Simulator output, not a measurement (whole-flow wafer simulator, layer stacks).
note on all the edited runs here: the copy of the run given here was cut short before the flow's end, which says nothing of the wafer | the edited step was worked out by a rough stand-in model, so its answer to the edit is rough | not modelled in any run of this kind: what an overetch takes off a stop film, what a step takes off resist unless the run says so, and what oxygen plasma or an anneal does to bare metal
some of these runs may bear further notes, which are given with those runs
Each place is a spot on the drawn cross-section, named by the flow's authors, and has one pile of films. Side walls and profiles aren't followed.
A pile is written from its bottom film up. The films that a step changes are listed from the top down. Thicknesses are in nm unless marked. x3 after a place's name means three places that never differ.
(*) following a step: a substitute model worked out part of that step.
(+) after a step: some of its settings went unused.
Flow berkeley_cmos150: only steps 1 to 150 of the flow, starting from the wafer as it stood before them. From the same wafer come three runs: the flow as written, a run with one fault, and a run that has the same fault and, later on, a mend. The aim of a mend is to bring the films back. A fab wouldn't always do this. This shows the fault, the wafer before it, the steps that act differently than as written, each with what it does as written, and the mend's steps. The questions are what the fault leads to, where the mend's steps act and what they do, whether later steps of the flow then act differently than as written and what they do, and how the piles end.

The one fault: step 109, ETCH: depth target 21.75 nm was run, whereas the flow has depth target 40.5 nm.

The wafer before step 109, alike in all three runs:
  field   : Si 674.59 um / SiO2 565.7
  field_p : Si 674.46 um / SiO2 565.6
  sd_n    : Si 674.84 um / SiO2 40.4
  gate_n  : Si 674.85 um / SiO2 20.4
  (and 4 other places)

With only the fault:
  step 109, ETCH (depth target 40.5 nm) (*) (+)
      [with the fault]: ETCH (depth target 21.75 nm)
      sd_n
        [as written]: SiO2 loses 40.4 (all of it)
        [with the fault]: SiO2 loses 21.7
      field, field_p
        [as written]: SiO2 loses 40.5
        [with the fault]: SiO2 loses 21.8
  Steps later in the flow that act otherwise than as written (not shown: 14 more steps that differ only slightly, by at most 2% or 0.5 nm, whichever is larger):
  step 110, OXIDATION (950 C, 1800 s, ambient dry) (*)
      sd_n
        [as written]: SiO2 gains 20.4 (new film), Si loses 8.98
        [with the fault]: SiO2 gains 13, Si loses 5.73
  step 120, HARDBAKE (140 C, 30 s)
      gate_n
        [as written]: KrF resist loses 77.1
        [with the fault]: KrF resist loses 78.7
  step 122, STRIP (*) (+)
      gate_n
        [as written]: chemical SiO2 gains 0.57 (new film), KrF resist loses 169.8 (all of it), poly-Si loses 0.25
        [with the fault]: chemical SiO2 gains 0.57 (new film), KrF resist loses 177.4 (all of it), poly-Si loses 0.25
  The piles end different from the flow's at field, field_p, sd_n by more than 2% or 0.5 nm, whichever is larger.
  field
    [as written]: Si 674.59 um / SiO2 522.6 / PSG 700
    [with the fault]: Si 674.59 um / SiO2 541.2 / PSG 700
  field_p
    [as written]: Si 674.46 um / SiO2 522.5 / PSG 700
    [with the fault]: Si 674.46 um / SiO2 541.2 / PSG 700
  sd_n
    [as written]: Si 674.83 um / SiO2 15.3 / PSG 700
    [with the fault]: Si 674.83 um / SiO2 26.6 / PSG 700

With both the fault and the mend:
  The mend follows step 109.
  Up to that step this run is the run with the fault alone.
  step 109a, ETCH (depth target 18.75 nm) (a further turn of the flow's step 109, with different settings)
      field, field_p
        SiO2 loses 18.8
      sd_n
        SiO2 loses 18.7 (all of it)
  None of the later steps of the flow differs from how it acts as written, at any place that is followed, by more than 2% or 0.5 nm, whichever is larger.
  The piles end the same as the flow's at every place that both follow.
